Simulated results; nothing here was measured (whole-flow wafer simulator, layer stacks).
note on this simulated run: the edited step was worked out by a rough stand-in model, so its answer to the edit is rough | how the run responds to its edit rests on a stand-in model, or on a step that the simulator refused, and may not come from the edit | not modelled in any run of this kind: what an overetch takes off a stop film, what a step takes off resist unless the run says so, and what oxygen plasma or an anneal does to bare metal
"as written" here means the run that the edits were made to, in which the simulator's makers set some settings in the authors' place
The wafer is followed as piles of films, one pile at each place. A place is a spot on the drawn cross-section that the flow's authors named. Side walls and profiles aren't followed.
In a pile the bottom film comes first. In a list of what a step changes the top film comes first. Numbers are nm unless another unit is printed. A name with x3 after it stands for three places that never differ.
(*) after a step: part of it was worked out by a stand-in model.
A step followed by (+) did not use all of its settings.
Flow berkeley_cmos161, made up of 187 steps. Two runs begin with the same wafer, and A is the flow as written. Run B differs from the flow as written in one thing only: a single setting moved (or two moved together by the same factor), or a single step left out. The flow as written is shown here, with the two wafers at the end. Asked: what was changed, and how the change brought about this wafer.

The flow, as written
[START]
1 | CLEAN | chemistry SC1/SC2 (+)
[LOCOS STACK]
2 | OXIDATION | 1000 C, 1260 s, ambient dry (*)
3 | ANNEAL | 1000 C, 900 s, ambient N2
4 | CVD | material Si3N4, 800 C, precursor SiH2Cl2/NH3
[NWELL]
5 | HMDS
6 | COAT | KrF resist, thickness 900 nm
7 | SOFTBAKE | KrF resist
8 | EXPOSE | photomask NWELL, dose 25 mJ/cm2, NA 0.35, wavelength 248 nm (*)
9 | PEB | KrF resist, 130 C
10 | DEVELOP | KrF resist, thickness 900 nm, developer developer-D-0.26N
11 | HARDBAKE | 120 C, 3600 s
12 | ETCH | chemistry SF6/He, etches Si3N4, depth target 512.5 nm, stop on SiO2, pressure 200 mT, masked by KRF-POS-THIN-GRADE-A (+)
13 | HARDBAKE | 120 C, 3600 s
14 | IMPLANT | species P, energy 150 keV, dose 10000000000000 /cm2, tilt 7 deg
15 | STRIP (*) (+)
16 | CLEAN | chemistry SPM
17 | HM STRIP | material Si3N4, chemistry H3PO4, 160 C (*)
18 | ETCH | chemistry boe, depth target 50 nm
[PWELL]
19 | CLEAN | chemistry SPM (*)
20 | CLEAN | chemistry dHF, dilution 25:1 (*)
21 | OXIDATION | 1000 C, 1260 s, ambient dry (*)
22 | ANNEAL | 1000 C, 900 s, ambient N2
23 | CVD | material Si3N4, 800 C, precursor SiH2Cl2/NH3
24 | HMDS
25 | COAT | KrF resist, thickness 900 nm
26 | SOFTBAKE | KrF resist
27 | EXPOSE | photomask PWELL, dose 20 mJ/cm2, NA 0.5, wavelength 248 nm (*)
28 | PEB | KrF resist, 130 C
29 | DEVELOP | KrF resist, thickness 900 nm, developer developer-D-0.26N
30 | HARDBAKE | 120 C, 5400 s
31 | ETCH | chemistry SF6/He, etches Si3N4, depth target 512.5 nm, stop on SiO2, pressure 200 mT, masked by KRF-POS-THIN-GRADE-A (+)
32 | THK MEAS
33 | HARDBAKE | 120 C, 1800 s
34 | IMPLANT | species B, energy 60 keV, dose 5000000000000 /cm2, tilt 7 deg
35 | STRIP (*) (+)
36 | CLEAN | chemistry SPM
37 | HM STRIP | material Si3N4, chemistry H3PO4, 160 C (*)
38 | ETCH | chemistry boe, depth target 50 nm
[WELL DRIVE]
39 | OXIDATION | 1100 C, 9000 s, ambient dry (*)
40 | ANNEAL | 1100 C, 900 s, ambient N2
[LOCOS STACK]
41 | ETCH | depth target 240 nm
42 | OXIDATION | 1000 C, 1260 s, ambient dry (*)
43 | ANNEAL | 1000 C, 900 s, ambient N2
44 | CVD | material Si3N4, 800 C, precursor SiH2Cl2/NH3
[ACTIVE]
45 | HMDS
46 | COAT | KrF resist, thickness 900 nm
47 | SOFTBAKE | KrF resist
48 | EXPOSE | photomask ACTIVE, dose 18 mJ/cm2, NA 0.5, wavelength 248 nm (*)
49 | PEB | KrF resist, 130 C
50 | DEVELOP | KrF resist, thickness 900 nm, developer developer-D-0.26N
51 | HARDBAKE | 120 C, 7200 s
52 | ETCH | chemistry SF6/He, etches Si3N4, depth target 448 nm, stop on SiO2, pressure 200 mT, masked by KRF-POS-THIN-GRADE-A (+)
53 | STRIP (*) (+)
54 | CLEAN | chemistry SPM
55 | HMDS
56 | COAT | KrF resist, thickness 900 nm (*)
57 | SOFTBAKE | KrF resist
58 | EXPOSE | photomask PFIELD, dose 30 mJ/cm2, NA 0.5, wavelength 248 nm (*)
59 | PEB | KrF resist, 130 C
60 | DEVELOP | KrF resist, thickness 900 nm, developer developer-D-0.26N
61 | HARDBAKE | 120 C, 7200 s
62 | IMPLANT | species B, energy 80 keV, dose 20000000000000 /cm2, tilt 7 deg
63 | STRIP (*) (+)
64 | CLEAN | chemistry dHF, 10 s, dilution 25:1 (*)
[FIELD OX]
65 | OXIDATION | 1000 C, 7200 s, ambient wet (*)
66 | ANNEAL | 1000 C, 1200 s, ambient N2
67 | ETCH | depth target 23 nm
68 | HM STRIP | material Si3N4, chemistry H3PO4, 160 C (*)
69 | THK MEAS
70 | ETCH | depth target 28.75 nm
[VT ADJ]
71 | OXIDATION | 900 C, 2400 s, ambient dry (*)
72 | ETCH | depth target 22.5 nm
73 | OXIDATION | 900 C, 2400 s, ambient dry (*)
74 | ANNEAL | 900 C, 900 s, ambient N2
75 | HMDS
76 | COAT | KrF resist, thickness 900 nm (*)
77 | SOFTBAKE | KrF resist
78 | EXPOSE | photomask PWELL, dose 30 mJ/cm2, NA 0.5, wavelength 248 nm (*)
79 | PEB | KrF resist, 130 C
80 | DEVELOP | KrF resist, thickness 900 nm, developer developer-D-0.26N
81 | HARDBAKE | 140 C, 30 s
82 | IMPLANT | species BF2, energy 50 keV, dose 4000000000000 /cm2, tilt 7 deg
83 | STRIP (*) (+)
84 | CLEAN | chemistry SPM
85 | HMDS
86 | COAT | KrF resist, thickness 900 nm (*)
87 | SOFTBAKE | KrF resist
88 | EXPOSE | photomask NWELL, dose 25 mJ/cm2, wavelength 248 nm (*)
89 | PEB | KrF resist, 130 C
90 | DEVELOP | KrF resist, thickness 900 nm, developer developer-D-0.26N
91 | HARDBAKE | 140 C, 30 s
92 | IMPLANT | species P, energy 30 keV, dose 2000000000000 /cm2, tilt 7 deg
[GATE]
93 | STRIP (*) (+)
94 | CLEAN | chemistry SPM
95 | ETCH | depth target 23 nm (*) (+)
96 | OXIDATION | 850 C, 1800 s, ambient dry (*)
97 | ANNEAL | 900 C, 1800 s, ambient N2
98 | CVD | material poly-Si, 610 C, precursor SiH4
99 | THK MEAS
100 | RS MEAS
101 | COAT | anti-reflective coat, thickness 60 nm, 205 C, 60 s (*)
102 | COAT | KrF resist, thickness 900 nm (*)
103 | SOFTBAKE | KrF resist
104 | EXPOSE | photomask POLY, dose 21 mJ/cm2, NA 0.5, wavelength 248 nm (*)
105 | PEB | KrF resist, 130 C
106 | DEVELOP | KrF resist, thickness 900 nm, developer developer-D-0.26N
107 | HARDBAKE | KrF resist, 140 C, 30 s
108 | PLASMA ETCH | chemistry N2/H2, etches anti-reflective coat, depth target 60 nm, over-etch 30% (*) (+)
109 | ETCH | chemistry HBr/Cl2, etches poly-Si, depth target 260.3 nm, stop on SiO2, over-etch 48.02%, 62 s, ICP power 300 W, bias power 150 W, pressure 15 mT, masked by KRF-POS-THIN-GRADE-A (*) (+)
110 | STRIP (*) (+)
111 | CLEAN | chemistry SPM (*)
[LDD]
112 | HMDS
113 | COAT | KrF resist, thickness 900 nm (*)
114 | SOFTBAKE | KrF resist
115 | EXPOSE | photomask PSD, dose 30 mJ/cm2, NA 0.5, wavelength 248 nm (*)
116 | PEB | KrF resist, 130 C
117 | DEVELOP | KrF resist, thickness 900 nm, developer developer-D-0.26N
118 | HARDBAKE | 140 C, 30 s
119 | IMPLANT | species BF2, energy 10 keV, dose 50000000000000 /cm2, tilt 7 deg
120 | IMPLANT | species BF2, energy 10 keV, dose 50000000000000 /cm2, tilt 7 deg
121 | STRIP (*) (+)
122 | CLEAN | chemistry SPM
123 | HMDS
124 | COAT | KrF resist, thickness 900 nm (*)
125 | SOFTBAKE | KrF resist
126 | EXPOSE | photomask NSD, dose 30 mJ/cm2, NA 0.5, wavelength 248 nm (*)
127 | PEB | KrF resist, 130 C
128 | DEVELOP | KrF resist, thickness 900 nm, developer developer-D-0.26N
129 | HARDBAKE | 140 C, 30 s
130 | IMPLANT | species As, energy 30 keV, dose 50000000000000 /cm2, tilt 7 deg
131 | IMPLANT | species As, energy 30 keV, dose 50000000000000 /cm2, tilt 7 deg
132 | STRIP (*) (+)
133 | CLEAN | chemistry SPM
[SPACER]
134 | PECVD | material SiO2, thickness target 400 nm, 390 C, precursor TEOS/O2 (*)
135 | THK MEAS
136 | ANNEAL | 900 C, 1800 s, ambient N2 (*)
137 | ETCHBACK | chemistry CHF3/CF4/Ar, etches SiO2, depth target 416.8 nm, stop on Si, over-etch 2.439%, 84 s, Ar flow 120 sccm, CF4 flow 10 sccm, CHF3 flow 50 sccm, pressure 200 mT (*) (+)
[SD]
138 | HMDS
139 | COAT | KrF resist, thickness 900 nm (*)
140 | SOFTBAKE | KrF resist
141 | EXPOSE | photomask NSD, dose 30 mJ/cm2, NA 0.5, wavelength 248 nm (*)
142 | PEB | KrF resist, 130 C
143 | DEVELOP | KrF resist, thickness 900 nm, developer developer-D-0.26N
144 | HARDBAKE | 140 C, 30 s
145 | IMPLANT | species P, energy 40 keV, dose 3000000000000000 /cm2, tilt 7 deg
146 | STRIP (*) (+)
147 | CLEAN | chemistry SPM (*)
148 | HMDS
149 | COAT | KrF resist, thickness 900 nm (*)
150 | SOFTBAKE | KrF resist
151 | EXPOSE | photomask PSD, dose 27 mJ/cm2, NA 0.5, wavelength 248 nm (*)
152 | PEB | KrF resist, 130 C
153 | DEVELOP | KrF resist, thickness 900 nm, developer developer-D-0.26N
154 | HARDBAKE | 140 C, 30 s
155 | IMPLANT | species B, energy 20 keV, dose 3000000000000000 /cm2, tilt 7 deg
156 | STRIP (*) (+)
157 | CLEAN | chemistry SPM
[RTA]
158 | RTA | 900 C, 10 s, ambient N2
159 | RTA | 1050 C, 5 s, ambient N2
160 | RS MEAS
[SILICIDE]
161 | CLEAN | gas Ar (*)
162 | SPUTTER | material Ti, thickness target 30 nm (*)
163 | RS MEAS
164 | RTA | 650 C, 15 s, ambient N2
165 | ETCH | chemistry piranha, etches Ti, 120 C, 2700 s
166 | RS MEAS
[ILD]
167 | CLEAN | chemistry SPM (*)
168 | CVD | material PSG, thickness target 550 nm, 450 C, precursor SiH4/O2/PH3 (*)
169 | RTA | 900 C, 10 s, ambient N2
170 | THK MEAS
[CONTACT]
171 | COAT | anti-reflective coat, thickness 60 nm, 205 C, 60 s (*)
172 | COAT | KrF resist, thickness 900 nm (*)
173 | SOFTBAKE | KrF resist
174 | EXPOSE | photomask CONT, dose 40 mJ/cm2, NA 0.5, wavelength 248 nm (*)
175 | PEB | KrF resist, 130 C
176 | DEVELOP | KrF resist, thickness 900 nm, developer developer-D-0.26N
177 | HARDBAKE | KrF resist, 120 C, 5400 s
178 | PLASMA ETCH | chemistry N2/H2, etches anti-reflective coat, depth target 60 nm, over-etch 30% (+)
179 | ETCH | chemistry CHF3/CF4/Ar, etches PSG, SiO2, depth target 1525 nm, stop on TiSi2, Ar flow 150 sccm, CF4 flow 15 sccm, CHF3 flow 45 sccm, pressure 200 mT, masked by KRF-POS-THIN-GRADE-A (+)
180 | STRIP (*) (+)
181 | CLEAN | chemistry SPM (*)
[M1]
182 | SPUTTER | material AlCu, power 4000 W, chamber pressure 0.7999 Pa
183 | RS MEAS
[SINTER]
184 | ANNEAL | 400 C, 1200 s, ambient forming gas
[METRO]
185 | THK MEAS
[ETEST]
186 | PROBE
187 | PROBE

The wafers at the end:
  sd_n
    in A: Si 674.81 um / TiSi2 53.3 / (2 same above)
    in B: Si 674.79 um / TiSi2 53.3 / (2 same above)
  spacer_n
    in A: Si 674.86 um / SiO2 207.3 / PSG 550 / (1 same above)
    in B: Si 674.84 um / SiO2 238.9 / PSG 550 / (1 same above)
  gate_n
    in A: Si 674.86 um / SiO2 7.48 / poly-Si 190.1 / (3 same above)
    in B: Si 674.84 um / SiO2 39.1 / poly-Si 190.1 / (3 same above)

What caused this: step 71, OXIDATION: 1080 C was run, whereas the flow has 900 C.

Step by step, how the change led to this:
  71 | OXIDATION | 900 C, 2400 s, ambient dry (*)
      sd_n, spacer_n, gate_n, sd_p, spacer_p, gate_p, contact, m1: A SiO2 gains 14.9 (new film), Si loses 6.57 | B SiO2 gains 75.7 (new film), Si loses 33.3
      field: A SiO2 gains 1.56, Si loses 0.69 | B SiO2 gains 12.5, Si loses 5.5
  72 | ETCH | depth target 22.5 nm
      sd_n, spacer_n, gate_n, sd_p, spacer_p, gate_p, contact, m1: A SiO2 loses 14.9 (all of it) | B SiO2 loses 22.5
  73 | OXIDATION | 900 C, 2400 s, ambient dry (*)
      sd_n, spacer_n, gate_n, sd_p, spacer_p, gate_p, contact, m1: A SiO2 gains 14.9 (new film), Si loses 6.57 | B SiO2 gains 6.25, Si loses 2.75
  95 | ETCH | depth target 23 nm (*) (+)
      sd_n, spacer_n, gate_n, sd_p, spacer_p, gate_p, contact, m1: A SiO2 loses 14.9 (all of it) | B SiO2 loses 23
  96 | OXIDATION | 850 C, 1800 s, ambient dry (*)
      sd_n, spacer_n, gate_n, sd_p, spacer_p, gate_p, contact, m1: A SiO2 gains 7.48 (new film), Si loses 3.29 | B SiO2 gains 2.68, Si loses 1.18
  101 | COAT | anti-reflective coat, thickness 60 nm, 205 C, 60 s (*)
      spacer_n: A anti-reflective coat gains 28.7 (new film) | B anti-reflective coat gains 29.6 (new film)
      gate_n: A anti-reflective coat gains 23.7 (new film) | B anti-reflective coat gains 24.6 (new film)
  108 | PLASMA ETCH | chemistry N2/H2, etches anti-reflective coat, depth target 60 nm, over-etch 30% (*) (+)
      spacer_n: A anti-reflective coat loses 28.7 (all of it), poly-Si loses 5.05 | B anti-reflective coat loses 29.6 (all of it), poly-Si loses 4.91
  110 | STRIP (*) (+)
      gate_n: A chemical SiO2 gains 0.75 (new film), KrF resist loses 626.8 (all of it), anti-reflective coat loses 23.7 (all of it), poly-Si loses 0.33 | B chemical SiO2 gains 0.75 (new film), KrF resist loses 623.8 (all of it), anti-reflective coat loses 24.6 (all of it), poly-Si loses 0.33
  137 | ETCHBACK | chemistry CHF3/CF4/Ar, etches SiO2, depth target 416.8 nm, stop on Si, over-etch 2.439%, 84 s, Ar flow 120 sccm, CF4 flow 10 sccm, CHF3 flow 50 sccm, pressure 200 mT (*) (+)
      sd_n: A SiO2 loses 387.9 (all of it) | B SiO2 loses 419.6 (all of it)
      sd_p: A SiO2 loses 373.4 (all of it) | B SiO2 loses 405.4 (all of it)
      (as well as at 2 more places)
  171 | COAT | anti-reflective coat, thickness 60 nm, 205 C, 60 s (*)
      sd_n: A anti-reflective coat gains 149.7 (new film) | B anti-reflective coat gains 172.6 (new film)
      gate_n: A anti-reflective coat gains 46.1 (new film) | B anti-reflective coat gains 44.4 (new film)
      (as well as at 3 more places)
  180 | STRIP (*) (+)
      sd_n: A KrF resist loses 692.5 (all of it), anti-reflective coat loses 149.7 (all of it) | B KrF resist loses 687.6 (all of it), anti-reflective coat loses 172.6 (all of it)
      gate_n: A KrF resist loses 589.4 (all of it), anti-reflective coat loses 46.1 (all of it) | B KrF resist loses 585.4 (all of it), anti-reflective coat loses 44.4 (all of it)
      (as well as at 4 more places)
  182 | SPUTTER | material AlCu, power 4000 W, chamber pressure 0.7999 Pa
      sd_p: A AlCu gains 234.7 (new film) | B AlCu gains 228.1 (new film)
